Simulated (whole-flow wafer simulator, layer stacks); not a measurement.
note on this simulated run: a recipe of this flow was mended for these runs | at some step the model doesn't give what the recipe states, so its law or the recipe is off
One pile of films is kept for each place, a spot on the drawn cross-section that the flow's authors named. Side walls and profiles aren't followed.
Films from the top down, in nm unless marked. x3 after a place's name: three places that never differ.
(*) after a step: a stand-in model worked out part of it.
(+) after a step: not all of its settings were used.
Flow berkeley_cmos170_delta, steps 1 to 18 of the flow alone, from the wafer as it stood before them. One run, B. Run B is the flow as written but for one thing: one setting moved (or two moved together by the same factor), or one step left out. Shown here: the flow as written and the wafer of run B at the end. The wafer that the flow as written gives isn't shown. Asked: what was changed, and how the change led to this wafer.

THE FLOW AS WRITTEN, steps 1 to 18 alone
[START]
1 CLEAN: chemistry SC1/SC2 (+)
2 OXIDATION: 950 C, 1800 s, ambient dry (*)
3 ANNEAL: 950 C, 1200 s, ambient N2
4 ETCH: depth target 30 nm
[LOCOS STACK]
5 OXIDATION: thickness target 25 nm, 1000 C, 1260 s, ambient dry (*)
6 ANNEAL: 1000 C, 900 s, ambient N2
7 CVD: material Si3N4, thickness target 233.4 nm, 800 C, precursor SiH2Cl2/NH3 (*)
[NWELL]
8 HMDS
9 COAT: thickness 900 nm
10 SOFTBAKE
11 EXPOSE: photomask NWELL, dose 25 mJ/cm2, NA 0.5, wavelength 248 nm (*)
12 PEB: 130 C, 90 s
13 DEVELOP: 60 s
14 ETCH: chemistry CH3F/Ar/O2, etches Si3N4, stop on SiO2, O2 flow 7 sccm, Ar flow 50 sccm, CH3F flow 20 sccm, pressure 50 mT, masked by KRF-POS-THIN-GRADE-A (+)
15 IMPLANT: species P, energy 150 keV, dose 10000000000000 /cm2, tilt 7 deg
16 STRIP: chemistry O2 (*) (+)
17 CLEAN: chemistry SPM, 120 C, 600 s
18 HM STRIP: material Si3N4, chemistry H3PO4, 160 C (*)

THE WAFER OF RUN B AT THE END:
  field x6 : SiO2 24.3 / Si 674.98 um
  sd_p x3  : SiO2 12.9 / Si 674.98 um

The cause: step 4, ETCH: depth target 6 nm was run, where the flow has depth target 30 nm.

How the change led to this, step by step:
  4 ETCH: depth target 30 nm
      field x6, sd_p x3: SiO2 -6 (as written it would be: SiO2 -20.7 (all of it))
  5 OXIDATION: thickness target 25 nm, 1000 C, 1260 s, ambient dry (*)
      field x6, sd_p x3: SiO2 +16.9, Si -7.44 (as written it would be: SiO2 +26.6 (new film), Si -11.7)
